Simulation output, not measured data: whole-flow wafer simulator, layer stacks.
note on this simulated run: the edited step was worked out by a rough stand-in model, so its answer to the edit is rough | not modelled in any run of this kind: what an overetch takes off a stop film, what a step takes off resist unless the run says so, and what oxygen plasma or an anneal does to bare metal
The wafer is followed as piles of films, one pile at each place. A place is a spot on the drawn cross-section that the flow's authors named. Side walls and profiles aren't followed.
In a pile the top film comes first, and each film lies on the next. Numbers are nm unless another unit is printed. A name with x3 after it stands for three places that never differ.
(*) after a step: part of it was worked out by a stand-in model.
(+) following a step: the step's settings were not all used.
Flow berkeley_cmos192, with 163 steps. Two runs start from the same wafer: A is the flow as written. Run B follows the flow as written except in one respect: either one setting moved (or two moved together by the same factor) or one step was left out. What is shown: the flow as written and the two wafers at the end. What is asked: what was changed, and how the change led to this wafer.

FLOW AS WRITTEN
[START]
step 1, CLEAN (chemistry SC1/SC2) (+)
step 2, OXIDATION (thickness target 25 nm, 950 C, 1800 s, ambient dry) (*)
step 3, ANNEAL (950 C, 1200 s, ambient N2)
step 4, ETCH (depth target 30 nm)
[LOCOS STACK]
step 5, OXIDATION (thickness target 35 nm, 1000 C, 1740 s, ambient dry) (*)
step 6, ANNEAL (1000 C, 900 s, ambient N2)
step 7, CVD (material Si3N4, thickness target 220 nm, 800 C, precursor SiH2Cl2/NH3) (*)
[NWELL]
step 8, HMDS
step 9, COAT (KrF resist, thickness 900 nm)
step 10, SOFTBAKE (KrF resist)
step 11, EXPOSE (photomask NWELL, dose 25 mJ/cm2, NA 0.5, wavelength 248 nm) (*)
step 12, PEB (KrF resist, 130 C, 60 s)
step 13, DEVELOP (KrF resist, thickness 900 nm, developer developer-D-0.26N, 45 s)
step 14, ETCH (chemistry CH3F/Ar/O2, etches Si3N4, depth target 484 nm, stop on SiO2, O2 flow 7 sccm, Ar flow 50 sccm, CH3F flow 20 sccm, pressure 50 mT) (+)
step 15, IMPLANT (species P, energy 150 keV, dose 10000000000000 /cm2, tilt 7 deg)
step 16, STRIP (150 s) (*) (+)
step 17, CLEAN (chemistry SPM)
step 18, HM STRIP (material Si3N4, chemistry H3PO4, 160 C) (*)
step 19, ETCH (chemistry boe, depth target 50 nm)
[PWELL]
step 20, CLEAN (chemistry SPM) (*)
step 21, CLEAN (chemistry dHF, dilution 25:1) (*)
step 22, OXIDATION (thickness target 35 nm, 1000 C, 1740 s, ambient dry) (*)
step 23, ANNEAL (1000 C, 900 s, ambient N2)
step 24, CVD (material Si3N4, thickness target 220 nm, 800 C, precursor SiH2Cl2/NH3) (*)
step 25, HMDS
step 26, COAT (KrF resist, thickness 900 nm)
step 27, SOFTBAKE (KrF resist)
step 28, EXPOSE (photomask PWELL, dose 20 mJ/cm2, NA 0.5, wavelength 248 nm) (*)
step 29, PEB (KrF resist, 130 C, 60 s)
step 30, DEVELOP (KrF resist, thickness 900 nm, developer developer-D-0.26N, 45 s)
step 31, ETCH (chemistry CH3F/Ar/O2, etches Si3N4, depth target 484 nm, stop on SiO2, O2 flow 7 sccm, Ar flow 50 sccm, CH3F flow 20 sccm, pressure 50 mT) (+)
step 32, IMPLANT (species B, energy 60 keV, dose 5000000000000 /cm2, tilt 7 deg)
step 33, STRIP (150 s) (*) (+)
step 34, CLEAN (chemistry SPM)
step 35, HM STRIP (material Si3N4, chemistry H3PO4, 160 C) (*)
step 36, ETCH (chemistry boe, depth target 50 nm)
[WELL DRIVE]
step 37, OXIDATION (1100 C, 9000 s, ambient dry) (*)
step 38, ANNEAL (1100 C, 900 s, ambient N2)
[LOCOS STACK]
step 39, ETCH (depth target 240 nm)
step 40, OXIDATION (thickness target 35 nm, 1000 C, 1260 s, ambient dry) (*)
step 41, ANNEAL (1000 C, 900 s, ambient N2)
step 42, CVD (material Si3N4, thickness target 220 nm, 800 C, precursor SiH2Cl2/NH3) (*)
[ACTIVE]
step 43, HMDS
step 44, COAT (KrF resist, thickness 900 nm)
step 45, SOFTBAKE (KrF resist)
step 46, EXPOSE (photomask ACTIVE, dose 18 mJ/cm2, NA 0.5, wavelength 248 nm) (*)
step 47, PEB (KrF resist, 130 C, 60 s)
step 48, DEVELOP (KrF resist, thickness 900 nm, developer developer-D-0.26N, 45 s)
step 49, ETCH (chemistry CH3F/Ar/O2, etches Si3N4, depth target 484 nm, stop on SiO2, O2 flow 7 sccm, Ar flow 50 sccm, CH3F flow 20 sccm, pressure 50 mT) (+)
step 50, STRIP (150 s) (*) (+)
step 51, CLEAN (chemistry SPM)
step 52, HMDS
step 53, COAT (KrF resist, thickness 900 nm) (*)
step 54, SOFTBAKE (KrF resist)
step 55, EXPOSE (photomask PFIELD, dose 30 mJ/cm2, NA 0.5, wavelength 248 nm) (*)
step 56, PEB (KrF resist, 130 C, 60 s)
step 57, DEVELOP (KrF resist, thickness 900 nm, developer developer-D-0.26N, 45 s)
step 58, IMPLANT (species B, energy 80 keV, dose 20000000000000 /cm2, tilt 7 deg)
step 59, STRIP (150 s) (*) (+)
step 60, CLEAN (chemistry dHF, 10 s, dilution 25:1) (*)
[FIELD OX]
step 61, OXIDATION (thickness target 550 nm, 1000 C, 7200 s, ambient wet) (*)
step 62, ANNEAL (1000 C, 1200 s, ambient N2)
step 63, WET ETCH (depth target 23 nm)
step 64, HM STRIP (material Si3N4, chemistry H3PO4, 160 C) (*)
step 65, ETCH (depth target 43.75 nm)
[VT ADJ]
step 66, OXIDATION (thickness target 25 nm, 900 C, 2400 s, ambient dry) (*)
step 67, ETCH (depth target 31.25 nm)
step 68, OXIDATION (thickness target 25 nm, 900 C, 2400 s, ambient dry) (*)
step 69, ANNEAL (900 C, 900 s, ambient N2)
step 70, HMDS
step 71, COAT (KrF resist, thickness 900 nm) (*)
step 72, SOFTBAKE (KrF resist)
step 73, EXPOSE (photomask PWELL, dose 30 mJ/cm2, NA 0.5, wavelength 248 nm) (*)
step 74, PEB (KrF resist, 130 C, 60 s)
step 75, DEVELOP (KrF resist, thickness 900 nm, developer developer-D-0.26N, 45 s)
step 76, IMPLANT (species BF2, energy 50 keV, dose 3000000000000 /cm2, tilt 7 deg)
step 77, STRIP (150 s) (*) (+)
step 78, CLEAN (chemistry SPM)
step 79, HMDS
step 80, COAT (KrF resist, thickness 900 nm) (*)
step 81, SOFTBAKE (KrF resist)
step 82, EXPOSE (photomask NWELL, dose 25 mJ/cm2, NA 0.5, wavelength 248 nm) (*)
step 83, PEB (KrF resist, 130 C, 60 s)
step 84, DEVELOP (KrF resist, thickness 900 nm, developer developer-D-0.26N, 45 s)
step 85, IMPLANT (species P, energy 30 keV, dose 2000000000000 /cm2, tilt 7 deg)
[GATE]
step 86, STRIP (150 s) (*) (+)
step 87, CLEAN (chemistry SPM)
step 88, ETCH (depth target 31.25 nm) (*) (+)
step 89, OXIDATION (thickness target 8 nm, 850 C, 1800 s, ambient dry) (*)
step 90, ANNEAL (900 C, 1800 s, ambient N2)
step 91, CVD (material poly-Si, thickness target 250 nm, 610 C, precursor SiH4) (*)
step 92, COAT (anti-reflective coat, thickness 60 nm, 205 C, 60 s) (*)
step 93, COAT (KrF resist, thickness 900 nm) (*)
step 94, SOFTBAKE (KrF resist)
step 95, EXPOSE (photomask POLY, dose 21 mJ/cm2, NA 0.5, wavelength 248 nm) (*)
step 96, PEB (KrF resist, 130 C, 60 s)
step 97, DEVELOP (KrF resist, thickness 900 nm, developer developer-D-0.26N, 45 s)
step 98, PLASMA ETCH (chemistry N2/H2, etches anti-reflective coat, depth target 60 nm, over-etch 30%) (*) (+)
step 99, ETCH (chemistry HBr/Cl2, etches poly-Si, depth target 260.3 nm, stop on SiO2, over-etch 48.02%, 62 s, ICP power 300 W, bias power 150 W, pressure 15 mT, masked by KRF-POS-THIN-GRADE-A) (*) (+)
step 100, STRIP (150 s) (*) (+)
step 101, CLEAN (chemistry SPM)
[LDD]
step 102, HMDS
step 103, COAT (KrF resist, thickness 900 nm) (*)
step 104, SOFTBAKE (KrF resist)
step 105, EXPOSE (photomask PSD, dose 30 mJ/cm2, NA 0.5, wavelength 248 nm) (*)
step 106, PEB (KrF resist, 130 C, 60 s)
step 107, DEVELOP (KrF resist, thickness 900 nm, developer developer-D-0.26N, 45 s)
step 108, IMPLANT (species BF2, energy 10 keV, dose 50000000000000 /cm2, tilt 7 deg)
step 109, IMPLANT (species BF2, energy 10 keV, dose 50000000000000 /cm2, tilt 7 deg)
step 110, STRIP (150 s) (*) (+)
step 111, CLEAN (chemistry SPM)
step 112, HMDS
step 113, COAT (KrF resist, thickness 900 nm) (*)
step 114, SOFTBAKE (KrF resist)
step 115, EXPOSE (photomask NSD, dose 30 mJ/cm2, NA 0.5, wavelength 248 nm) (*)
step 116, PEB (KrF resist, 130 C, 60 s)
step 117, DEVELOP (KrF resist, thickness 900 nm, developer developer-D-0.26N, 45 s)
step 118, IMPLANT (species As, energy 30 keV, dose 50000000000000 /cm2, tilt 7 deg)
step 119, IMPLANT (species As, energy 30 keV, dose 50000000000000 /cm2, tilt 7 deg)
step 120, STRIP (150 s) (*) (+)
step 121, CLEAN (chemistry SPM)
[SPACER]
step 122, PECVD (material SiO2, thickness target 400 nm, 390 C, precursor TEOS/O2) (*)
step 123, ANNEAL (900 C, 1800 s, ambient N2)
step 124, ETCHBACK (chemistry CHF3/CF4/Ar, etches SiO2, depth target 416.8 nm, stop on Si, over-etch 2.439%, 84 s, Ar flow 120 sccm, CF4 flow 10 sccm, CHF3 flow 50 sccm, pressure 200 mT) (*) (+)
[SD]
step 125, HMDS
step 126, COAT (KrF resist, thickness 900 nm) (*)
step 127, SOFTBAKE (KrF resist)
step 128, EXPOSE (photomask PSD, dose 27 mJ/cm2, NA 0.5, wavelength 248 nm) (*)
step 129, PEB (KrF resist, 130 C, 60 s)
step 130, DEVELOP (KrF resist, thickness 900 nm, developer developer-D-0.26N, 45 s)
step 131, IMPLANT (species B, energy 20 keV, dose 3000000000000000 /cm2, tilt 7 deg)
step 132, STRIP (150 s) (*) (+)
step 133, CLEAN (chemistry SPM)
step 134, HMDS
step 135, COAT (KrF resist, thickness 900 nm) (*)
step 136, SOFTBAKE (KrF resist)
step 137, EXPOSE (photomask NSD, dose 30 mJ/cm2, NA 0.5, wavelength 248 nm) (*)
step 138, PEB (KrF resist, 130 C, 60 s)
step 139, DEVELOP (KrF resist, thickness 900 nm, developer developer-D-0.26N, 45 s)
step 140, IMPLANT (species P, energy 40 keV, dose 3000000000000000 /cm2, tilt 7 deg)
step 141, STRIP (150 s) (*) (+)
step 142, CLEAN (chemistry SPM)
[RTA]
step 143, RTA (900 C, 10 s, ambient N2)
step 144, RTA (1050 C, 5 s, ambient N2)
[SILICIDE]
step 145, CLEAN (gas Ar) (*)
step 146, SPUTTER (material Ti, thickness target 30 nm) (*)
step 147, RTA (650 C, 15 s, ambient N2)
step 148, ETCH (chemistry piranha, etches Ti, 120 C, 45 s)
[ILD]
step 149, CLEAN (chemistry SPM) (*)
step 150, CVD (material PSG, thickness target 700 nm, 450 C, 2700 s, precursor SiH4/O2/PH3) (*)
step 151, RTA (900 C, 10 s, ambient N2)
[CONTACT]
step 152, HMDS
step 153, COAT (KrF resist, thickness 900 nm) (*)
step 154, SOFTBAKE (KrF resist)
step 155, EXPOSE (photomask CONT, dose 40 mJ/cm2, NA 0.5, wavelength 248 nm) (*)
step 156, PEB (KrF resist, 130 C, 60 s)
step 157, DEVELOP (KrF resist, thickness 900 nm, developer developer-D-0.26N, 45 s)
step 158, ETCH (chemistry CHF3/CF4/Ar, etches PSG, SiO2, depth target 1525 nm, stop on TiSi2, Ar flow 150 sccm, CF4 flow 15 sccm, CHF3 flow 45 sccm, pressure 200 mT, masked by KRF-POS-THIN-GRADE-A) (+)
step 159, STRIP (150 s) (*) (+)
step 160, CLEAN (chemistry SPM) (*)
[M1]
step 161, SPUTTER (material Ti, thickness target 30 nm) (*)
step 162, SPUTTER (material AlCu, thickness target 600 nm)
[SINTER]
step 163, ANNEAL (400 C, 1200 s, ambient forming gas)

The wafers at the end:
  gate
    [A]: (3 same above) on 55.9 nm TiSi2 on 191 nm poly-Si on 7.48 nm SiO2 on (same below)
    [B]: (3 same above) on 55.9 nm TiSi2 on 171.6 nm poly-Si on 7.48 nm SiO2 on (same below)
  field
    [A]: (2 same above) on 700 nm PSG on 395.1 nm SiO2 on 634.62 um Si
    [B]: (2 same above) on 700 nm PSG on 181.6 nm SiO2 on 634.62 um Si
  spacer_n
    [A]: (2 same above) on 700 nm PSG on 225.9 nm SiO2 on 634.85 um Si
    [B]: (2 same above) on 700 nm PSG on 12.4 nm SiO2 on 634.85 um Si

The reason: step 124, ETCHBACK: depth target 625.2 nm was run, whereas the flow has depth target 416.8 nm.

The path from the change to this, step by step:
  step 124, ETCHBACK (chemistry CHF3/CF4/Ar, etches SiO2, depth target 416.8 nm, stop on Si, over-etch 2.439%, 84 s, Ar flow 120 sccm, CF4 flow 10 sccm, CHF3 flow 50 sccm, pressure 200 mT) (*) (+)
      gate, gate_p: A -400 SiO2 (all of it), -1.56 chemical SiO2 (all of it), -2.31 poly-Si | B -400 SiO2 (all of it), -1.56 chemical SiO2 (all of it), -21.7 poly-Si
      field: A -427 SiO2 | B -640.5 SiO2
      (as well as at 2 more places)
  step 126, COAT (KrF resist, thickness 900 nm) (*)
      field: A +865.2 KrF resist (new film) | B +913.2 KrF resist (new film)
      sd_n: A +999.7 KrF resist (new film) | B +882 KrF resist (new film)
      (as well as at 7 more places)
  step 130, DEVELOP (KrF resist, thickness 900 nm, developer developer-D-0.26N, 45 s)
      sd_p: A -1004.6 KrF resist (all of it) | B -896 KrF resist (all of it)
      spacer_p: A -784.6 KrF resist (all of it) | B -894.9 KrF resist (all of it)
      (as well as at 1 more place)
  step 132, STRIP (150 s) (*) (+)
      field: A -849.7 KrF resist (all of it) | B -897.6 KrF resist (all of it)
      sd_n: A +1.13 chemical SiO2 (new film), -983.9 KrF resist (all of it), -0.5 Si | B +1.14 chemical SiO2 (new film), -866.4 KrF resist (all of it), -0.5 Si
      (as well as at 4 more places)
  step 135, COAT (KrF resist, thickness 900 nm) (*)
      field: A +865 KrF resist (new film) | B +913.6 KrF resist (new film)
      sd_n: A +999.2 KrF resist (new film) | B +881.7 KrF resist (new film)
      (as well as at 7 more places)
  step 139, DEVELOP (KrF resist, thickness 900 nm, developer developer-D-0.26N, 45 s)
      sd_n: A -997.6 KrF resist (all of it) | B -880.3 KrF resist (all of it)
      spacer_n: A -789.9 KrF resist (all of it) | B -894.4 KrF resist (all of it)
      (as well as at 2 more places)
  step 141, STRIP (150 s) (*) (+)
      field: A -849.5 KrF resist (all of it) | B -897.9 KrF resist (all of it)
      sd_p: A -989.8 KrF resist (all of it), +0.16 chemical SiO2, -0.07 Si | B -881.4 KrF resist (all of it), +0.17 chemical SiO2, -0.08 Si
      (as well as at 3 more places)
  step 146, SPUTTER (material Ti, thickness target 30 nm) (*)
      sd_p: A +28 Ti (new film) | B +30 Ti (new film)
  step 147, RTA (650 C, 15 s, ambient N2)
      sd_p: A -21.9 Ti, +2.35 TiSi first (new film), +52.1 TiSi2 C49 (new film), -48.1 Si | B -23.4 Ti, +6.2 TiSi first (new film), +50.3 TiSi2 C49 (new film), -49 Si
  step 150, CVD (material PSG, thickness target 700 nm, 450 C, 2700 s, precursor SiH4/O2/PH3) (*)
      sd_p: A +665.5 PSG (new film) | B +700 PSG (new film)
  step 151, RTA (900 C, 10 s, ambient N2)
      sd_p: A under 1 film: +52.2 TiSi2 (new film), -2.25 TiSi first (all of it), -52.1 TiSi2 C49 (all of it), -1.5 Si | B under 1 film: +55.9 TiSi2 (new film), -6.09 TiSi first (all of it), -50.3 TiSi2 C49 (all of it), -4.05 Si
  step 153, COAT (KrF resist, thickness 900 nm) (*)
      field: A +881.3 KrF resist (new film) | B +919.6 KrF resist (new film)
      sd_n: A +1002.2 KrF resist (new film) | B +880.6 KrF resist (new film)
      (as well as at 7 more places)
  step 157, DEVELOP (KrF resist, thickness 900 nm, developer developer-D-0.26N, 45 s)
      contact: A -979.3 KrF resist (all of it) | B -882.4 KrF resist (all of it)
  step 159, STRIP (150 s) (*) (+)
      field: A -671.6 KrF resist (all of it) | B -709.8 KrF resist (all of it)
      sd_n: A -792.3 KrF resist (all of it) | B -671 KrF resist (all of it)
      (as well as at 6 more places)
  step 161, SPUTTER (material Ti, thickness target 30 nm) (*)
      sd_p: A +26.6 Ti (new film) | B +30 Ti (new film)
  step 162, SPUTTER (material AlCu, thickness target 600 nm)
      sd_p: A +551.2 AlCu (new film) | B +600 AlCu (new film)
